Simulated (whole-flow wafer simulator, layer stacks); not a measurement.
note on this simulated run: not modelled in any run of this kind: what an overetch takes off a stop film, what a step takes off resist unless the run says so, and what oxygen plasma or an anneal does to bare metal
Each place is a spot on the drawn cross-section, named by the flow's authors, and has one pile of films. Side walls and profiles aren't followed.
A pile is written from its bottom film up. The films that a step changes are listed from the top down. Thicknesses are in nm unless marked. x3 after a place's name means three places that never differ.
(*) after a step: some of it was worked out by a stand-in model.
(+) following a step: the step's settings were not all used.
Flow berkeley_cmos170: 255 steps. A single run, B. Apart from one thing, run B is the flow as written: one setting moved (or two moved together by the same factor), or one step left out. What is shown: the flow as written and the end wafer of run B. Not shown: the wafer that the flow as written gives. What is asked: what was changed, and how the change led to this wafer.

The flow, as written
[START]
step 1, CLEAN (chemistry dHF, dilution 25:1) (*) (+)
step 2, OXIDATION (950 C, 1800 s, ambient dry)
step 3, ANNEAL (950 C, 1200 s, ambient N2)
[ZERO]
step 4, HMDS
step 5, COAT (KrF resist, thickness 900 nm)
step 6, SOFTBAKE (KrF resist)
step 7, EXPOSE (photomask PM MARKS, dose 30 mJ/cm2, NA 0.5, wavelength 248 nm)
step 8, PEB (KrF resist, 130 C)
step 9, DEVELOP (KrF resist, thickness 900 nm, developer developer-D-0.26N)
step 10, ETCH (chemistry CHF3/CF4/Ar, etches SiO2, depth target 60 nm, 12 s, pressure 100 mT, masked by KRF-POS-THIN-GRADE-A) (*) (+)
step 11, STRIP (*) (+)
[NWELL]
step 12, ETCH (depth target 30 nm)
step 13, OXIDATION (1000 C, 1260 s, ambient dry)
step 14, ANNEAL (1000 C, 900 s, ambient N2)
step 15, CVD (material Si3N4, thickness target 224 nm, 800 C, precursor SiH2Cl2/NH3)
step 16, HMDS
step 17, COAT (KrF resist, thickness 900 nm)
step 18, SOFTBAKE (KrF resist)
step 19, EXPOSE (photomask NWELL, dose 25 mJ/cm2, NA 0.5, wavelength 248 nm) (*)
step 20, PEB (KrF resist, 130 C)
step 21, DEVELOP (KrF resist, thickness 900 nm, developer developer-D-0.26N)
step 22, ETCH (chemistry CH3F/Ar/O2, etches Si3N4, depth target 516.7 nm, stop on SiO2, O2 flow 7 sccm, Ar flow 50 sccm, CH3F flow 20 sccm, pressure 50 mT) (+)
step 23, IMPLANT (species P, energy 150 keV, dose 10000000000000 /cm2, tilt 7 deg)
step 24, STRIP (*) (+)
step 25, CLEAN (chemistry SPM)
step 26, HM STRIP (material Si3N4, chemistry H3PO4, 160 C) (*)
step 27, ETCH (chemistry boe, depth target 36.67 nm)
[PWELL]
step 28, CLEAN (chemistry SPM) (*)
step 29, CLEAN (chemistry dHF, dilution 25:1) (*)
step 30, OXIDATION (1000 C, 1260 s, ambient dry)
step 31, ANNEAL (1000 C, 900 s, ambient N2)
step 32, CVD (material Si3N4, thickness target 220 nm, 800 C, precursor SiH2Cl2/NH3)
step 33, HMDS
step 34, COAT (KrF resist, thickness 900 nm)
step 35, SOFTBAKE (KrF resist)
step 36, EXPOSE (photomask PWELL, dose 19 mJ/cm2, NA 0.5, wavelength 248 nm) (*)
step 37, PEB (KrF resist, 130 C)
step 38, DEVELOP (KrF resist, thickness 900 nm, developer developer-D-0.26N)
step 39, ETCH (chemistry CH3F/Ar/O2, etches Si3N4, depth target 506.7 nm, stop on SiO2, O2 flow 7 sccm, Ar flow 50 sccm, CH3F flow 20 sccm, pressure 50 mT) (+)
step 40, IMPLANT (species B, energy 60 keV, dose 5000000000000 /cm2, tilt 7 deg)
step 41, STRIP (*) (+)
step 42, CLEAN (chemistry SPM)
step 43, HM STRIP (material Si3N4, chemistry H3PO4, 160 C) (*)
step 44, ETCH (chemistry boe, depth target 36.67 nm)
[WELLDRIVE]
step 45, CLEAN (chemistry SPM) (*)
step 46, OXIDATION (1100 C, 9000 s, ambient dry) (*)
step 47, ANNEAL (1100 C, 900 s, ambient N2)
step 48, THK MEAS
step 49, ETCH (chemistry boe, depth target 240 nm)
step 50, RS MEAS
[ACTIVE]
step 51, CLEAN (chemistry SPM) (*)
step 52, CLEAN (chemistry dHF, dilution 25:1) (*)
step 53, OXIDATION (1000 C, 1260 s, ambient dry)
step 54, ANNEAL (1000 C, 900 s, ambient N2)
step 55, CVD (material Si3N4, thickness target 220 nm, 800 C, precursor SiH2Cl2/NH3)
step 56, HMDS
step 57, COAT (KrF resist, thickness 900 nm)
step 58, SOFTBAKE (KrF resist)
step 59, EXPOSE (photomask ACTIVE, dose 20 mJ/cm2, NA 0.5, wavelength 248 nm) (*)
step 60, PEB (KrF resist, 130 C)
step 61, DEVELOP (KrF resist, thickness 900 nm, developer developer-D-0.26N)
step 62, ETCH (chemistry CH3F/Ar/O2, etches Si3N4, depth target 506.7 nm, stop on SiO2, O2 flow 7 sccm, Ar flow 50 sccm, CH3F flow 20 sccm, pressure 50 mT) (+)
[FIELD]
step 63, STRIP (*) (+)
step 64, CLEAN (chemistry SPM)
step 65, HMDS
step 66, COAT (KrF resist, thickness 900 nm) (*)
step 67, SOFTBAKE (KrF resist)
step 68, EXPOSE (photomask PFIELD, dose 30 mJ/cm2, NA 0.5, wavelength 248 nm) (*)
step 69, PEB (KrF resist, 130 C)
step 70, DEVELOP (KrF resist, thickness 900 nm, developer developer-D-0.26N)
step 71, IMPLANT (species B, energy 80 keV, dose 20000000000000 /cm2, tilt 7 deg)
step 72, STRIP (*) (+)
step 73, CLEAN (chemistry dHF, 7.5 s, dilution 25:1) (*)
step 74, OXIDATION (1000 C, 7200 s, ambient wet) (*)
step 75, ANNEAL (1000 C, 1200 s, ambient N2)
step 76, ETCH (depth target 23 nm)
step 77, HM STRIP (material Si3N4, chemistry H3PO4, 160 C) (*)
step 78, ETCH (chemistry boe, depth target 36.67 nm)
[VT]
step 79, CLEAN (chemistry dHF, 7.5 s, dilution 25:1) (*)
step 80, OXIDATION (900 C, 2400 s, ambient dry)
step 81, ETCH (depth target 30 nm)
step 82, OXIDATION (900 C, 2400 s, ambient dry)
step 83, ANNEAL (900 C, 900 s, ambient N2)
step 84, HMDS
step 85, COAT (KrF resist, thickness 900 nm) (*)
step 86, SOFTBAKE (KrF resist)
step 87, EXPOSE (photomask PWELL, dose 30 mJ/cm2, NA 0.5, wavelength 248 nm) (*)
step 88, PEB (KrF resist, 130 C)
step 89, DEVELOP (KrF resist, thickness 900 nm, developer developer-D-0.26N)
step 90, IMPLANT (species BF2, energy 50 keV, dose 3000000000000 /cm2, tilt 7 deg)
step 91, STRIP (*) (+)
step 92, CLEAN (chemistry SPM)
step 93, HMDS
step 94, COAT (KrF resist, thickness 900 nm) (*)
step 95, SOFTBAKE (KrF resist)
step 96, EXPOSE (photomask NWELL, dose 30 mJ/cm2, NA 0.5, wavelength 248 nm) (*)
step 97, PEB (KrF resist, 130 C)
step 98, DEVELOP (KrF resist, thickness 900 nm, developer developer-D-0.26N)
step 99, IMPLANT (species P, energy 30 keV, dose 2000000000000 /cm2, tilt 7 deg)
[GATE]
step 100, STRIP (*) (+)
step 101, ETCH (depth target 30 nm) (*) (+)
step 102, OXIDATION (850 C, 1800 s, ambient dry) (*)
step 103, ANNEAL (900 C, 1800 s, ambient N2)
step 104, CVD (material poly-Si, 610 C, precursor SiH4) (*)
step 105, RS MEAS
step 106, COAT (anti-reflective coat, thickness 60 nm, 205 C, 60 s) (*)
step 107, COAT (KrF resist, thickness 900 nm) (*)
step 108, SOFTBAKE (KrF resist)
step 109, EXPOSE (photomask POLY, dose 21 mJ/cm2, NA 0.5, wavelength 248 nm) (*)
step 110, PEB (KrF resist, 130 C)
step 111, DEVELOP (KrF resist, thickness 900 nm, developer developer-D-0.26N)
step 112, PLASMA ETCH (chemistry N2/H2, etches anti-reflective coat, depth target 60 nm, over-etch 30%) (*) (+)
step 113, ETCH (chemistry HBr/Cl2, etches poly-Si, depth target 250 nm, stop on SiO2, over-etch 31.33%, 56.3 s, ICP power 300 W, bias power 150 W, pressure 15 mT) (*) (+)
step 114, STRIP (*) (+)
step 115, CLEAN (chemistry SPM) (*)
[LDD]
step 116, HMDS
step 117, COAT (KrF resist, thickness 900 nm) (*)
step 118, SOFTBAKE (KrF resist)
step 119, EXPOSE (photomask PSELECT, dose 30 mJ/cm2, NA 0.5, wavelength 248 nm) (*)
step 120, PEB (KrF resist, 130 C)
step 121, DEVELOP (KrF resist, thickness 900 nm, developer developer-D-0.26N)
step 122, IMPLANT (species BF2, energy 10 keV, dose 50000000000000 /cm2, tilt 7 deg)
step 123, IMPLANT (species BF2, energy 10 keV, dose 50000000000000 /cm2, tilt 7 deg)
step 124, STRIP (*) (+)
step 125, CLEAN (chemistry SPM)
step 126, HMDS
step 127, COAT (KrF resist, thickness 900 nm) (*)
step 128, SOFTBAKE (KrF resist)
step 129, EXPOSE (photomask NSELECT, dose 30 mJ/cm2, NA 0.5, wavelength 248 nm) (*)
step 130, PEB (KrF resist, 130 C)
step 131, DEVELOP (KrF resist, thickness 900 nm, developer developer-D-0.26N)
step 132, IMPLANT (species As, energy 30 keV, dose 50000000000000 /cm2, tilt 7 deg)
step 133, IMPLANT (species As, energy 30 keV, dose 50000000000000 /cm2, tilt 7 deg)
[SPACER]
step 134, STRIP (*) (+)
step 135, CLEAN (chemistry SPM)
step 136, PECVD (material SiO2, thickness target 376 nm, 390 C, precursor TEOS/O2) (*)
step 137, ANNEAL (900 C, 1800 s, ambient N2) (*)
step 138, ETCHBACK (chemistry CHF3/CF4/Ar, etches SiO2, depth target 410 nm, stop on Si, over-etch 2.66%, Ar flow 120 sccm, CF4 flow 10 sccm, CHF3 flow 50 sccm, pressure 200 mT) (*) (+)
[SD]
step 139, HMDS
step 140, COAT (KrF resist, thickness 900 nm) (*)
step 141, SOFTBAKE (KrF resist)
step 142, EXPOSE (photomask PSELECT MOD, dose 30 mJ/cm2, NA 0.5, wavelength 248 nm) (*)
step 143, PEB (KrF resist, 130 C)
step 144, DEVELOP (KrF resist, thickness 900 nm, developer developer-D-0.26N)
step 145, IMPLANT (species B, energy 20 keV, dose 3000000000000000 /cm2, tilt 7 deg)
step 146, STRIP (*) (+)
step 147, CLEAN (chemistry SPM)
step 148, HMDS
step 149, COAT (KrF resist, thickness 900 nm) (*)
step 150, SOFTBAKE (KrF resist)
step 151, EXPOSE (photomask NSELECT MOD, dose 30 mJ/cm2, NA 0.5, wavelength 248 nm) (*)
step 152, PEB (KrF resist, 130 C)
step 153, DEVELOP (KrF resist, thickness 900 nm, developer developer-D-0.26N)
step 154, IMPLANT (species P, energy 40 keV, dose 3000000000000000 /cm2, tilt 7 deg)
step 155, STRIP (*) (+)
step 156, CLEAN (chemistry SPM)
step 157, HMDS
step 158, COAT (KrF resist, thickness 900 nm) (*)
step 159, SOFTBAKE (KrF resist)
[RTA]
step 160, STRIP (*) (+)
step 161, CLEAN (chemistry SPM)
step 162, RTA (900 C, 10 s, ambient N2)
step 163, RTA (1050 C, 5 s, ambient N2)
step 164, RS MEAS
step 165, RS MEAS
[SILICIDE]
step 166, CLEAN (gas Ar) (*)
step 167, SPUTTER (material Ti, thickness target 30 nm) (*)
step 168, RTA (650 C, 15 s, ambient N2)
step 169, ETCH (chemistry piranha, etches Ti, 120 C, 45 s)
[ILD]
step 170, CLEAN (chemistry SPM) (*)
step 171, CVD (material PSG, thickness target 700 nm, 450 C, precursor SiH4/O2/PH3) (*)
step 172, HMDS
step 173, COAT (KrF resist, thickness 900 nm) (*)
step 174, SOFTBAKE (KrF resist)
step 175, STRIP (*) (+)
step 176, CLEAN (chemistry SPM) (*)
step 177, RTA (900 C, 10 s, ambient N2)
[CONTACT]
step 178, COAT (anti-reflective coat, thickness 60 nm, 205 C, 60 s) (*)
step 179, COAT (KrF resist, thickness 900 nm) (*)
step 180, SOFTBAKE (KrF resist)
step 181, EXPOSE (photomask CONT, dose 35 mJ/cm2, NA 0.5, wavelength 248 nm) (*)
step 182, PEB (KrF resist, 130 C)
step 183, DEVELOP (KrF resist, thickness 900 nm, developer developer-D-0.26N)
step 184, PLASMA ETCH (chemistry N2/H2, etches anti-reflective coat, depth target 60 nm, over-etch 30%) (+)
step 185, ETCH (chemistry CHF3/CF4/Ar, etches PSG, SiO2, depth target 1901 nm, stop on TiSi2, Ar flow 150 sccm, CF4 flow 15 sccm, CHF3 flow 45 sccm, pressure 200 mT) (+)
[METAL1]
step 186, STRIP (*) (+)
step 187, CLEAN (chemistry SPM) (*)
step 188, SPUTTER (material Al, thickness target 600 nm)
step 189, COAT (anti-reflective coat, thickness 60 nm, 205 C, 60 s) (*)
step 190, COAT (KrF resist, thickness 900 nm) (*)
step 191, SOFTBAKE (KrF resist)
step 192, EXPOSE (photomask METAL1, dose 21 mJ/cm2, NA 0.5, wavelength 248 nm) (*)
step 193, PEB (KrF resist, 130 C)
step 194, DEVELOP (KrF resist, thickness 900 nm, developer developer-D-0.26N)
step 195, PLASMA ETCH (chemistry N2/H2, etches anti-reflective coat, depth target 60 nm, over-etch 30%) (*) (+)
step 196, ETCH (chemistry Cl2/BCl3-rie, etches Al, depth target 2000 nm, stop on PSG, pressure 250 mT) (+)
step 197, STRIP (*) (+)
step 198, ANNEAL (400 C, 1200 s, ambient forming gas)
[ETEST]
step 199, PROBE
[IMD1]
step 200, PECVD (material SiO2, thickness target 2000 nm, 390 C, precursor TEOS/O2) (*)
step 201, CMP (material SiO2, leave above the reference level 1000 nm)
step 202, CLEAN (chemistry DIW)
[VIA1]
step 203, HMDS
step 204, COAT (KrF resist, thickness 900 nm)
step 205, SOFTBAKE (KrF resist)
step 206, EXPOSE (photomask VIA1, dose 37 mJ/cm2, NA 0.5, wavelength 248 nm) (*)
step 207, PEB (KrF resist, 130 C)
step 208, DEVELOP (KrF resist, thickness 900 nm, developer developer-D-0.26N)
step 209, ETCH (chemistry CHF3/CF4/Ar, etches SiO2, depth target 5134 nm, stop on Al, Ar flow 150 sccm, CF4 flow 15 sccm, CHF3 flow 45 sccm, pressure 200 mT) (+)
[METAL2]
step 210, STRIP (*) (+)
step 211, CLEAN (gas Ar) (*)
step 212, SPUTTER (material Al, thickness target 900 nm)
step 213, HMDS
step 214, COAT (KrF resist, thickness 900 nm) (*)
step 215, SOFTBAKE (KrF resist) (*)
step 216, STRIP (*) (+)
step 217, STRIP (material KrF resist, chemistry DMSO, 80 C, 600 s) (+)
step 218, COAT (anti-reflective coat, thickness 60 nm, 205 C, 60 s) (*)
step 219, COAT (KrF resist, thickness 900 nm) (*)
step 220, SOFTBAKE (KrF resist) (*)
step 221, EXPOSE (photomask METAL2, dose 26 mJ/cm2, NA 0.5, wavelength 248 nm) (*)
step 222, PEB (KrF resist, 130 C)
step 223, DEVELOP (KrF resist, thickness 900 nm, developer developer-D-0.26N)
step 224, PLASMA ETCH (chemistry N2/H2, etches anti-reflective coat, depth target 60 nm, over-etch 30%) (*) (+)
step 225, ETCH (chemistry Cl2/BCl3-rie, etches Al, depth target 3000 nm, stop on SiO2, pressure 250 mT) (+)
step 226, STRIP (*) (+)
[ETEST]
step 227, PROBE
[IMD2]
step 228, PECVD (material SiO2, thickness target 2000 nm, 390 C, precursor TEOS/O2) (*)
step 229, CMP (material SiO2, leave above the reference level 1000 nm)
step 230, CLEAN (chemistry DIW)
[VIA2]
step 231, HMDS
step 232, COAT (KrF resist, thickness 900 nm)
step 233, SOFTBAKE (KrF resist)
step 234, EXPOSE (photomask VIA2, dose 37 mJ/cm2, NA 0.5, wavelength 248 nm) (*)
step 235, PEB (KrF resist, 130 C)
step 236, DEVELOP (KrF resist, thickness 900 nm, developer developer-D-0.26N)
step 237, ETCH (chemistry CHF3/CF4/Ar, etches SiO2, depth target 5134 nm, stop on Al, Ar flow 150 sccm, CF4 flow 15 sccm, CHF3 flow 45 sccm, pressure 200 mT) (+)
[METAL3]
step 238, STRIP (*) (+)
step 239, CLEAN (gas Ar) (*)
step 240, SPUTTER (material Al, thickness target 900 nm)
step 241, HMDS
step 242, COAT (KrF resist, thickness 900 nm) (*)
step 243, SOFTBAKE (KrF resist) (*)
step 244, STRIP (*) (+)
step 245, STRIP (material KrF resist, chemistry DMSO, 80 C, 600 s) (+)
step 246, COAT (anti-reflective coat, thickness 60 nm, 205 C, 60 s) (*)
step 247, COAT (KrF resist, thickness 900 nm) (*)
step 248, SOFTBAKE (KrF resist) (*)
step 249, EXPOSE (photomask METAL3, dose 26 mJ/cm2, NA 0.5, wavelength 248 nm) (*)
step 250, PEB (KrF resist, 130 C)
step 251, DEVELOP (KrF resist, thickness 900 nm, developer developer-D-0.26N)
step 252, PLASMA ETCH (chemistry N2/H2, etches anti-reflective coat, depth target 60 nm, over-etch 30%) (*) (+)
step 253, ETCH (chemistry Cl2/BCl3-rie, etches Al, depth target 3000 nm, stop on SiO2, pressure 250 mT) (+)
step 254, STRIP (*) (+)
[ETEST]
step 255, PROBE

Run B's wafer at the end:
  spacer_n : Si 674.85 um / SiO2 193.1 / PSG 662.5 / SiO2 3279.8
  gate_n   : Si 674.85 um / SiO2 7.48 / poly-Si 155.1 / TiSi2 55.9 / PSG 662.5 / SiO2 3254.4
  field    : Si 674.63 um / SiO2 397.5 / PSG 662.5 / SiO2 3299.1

Cause: step 137, ANNEAL: 900 C, 1800 s, ambient N2 (*), was not run.

How this came from the change, step by step:
  step 138, ETCHBACK (chemistry CHF3/CF4/Ar, etches SiO2, depth target 410 nm, stop on Si, over-etch 2.66%, Ar flow 120 sccm, CF4 flow 10 sccm, CHF3 flow 50 sccm, pressure 200 mT) (*) (+)
      sd_n, sd_p, contact, m1, via1, m2, via2: -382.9 SiO2 (all of it) (as written it would have been: -366 SiO2 (all of it))
      gate_n, gate_p: -376 SiO2 (all of it), -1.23 chemical SiO2 (all of it), -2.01 poly-Si (as written it would have been: -359.1 SiO2 (all of it), -1.23 chemical SiO2 (all of it), -3.55 poly-Si)
  step 178, COAT (anti-reflective coat, thickness 60 nm, 205 C, 60 s) (*)
      sd_n: +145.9 anti-reflective coat (new film) (as written it would have been: +135.1 anti-reflective coat (new film))
      spacer_n: +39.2 anti-reflective coat (new film) (as written it would have been: +41.2 anti-reflective coat (new film))
      (also at 6 further places)
  step 184, PLASMA ETCH (chemistry N2/H2, etches anti-reflective coat, depth target 60 nm, over-etch 30%) (+)
      field, sd_n, spacer_n and 8 more: -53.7 KrF resist (as written it would have been: -52.6 KrF resist)
      contact: -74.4 anti-reflective coat (all of it), -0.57 PSG (as written it would have been: -72.8 anti-reflective coat (all of it), -0.56 PSG)
  step 186, STRIP (*) (+)
      sd_n: -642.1 KrF resist (all of it), -145.9 anti-reflective coat (all of it) (as written it would have been: -643.8 KrF resist (all of it), -135.1 anti-reflective coat (all of it))
      spacer_n: -595.6 KrF resist (all of it), -39.2 anti-reflective coat (all of it) (as written it would have been: -599.1 KrF resist (all of it), -41.2 anti-reflective coat (all of it))
      (also at 5 further places)
  step 189, COAT (anti-reflective coat, thickness 60 nm, 205 C, 60 s) (*)
      spacer_n: +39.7 anti-reflective coat (new film) (as written it would have been: +41.9 anti-reflective coat (new film))
      gate_n: +53.5 anti-reflective coat (new film) (as written it would have been: +48 anti-reflective coat (new film))
      (also at 4 further places)
  step 195, PLASMA ETCH (chemistry N2/H2, etches anti-reflective coat, depth target 60 nm, over-etch 30%) (*) (+)
      contact, m1, via1, m2, via2: -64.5 KrF resist (as written it would have been: -62.5 KrF resist)
      spacer_n: -39.7 anti-reflective coat (all of it) (as written it would have been: -41.9 anti-reflective coat (all of it))
      (also at 4 further places)
  step 197, STRIP (*) (+)
      m2: -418 KrF resist (all of it), -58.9 anti-reflective coat (all of it) (as written it would have been: -412.9 KrF resist (all of it), -61.1 anti-reflective coat (all of it))
  step 201, CMP (material SiO2, leave above the reference level 1000 nm)
      spacer_n, spacer_p: -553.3 SiO2 (as written it would have been: -536.3 SiO2)
      field: -533.9 SiO2 (as written it would have been: -517 SiO2)
